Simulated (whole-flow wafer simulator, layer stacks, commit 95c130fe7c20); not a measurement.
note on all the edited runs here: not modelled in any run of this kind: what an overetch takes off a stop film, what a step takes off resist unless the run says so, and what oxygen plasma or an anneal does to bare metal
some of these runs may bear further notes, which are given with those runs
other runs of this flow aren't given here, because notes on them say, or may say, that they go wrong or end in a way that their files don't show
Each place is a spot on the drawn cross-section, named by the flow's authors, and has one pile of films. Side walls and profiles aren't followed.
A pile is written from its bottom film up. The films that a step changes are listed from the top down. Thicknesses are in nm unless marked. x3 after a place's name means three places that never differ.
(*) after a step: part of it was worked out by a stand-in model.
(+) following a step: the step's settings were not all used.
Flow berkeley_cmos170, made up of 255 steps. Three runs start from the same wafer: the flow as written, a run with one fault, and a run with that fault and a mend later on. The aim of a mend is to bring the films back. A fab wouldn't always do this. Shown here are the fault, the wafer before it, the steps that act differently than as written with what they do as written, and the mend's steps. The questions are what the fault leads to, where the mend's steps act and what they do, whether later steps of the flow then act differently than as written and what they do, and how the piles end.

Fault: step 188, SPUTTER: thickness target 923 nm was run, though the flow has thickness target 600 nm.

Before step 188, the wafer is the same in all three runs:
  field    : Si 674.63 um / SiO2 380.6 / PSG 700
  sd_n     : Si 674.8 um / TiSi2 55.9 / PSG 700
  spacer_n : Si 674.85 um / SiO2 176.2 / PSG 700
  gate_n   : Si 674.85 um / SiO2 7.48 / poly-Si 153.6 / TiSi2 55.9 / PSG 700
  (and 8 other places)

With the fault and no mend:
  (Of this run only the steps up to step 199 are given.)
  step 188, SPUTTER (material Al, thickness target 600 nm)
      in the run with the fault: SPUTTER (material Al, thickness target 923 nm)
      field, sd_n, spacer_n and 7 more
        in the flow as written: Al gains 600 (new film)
        in the run with the fault: Al gains 923 (new film)
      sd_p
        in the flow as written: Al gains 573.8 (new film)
        in the run with the fault: Al gains 893.3 (new film)
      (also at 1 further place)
  Steps further on in the flow that do not act as written (1 other step is not shown; it differs only slightly, by no more than 2% or 0.5 nm, whichever is larger):
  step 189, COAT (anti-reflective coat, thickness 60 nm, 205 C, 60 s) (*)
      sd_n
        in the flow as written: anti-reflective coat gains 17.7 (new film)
        in the run with the fault: anti-reflective coat gains 28.6 (new film)
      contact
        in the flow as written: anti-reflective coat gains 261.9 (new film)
        in the run with the fault: anti-reflective coat gains 316 (new film)
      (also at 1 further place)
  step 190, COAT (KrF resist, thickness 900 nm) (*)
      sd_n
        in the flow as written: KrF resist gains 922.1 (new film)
        in the run with the fault: KrF resist gains 891.8 (new film)
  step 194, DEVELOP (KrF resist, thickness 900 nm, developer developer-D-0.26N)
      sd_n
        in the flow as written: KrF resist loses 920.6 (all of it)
        in the run with the fault: KrF resist loses 890.4 (all of it)
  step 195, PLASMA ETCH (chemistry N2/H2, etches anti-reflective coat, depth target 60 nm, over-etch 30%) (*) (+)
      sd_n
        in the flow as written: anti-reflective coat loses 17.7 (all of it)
        in the run with the fault: anti-reflective coat loses 28.6 (all of it)
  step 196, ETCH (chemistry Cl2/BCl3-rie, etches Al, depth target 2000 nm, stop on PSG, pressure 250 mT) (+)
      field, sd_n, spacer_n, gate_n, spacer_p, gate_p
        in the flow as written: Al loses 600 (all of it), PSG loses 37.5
        in the run with the fault: Al loses 923 (all of it), PSG loses 37.5
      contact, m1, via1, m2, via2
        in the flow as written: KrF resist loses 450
        in the run with the fault: KrF resist loses 611.5
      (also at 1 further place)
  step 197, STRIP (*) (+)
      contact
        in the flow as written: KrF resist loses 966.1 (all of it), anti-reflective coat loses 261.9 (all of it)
        in the run with the fault: KrF resist loses 831.4 (all of it), anti-reflective coat loses 316 (all of it)
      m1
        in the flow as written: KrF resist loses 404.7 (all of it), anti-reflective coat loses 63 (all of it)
        in the run with the fault: KrF resist loses 239.1 (all of it), anti-reflective coat loses 63.2 (all of it)
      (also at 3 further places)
  The piles after step 199 differ from the flow's at contact, m1, via1, m2, via2 by more than 2% or 0.5 nm, whichever is larger.
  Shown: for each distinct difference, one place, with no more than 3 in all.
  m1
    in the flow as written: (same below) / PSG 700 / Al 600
    in the run with the fault: (same below) / PSG 700 / Al 923
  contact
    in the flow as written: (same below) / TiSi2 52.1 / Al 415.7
    in the run with the fault: (same below) / TiSi2 52.1 / Al 622.5

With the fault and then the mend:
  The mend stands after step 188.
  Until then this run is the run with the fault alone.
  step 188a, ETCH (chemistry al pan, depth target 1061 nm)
      field, sd_n, spacer_n and 7 more
        Al loses 923 (all of it)
      sd_p
        Al loses 893.3 (all of it)
      contact
        Al loses 622.5 (all of it)
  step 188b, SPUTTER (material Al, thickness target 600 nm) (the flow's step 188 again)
      field, sd_n, spacer_n and 7 more
        Al gains 600 (new film)
      sd_p
        Al gains 573.8 (new film)
      contact
        Al gains 415.7 (new film)
  Later steps of the flow that are run all act as written at every place that is followed.
  At every place that both follow, the piles at the end match the flow's.
